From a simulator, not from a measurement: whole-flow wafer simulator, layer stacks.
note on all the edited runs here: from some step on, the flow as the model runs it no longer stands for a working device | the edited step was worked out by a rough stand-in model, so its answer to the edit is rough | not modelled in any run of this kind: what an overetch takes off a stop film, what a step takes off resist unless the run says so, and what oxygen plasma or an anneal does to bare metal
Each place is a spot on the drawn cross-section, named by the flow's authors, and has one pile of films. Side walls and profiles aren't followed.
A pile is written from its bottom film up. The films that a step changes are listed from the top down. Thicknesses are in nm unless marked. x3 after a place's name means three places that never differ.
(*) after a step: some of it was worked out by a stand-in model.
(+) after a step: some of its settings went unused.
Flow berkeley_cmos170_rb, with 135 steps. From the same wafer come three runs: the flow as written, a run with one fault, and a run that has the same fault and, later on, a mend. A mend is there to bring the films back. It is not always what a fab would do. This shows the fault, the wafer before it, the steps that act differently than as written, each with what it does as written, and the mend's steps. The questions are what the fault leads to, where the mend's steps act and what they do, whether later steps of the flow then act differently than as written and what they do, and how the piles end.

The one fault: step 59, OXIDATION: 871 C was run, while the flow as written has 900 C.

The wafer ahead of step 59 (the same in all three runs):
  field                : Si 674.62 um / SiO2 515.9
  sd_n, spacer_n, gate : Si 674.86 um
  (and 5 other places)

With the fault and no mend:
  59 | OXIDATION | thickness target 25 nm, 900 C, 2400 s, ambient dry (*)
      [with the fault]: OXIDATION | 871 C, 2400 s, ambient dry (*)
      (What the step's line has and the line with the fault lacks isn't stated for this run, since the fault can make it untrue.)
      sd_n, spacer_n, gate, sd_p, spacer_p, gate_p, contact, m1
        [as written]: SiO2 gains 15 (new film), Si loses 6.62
        [with the fault]: SiO2 gains 11.2 (new film), Si loses 4.93
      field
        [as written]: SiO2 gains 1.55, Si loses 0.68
        [with the fault]: SiO2 gains 0.91, Si loses 0.4
  Later steps of the flow acting differently than as written (30 more steps, not shown, differ only slightly: by at most 2% or 0.5 nm, whichever is larger):
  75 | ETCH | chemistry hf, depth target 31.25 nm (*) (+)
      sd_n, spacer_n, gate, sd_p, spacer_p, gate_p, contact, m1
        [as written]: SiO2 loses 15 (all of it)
        [with the fault]: SiO2 loses 11.2 (all of it)
  The piles end only slightly different from the flow's at the places that both follow, by no more than 2% or 0.5 nm, whichever is larger.

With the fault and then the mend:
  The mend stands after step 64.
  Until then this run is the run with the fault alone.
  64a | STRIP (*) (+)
      sd_p
        KrF resist loses 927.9 (all of it)
      spacer_p
        KrF resist loses 911.2 (all of it)
      gate_p
        KrF resist loses 910.3 (all of it)
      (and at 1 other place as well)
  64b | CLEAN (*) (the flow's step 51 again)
      leaves every film unchanged at each place that is followed
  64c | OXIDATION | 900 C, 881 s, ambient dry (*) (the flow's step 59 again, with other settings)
      sd_n, spacer_n, gate, sd_p, spacer_p, gate_p, contact, m1
        SiO2 gains 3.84, Si loses 1.69
      field
        SiO2 gains 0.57, Si loses 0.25
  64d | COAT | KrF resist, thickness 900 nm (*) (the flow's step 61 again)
      field
        KrF resist gains 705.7 (new film)
      sd_n
        KrF resist gains 957.4 (new film)
      spacer_n
        KrF resist gains 924.9 (new film)
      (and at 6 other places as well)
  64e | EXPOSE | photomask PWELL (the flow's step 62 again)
      leaves every film unchanged at each place that is followed
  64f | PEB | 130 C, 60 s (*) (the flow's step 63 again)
      leaves every film unchanged at each place that is followed
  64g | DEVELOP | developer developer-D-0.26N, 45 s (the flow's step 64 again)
      sd_p, spacer_p, gate_p, m1
        KrF resist loses 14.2
      field
        KrF resist loses 705.7 (all of it)
      sd_n
        KrF resist loses 957.4 (all of it)
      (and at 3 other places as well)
  None of the later steps of the flow differs from how it acts as written, at any place that is followed, by more than 2% or 0.5 nm, whichever is larger.
  The piles end only slightly different from the flow's at the places that both follow, by no more than 2% or 0.5 nm, whichever is larger.
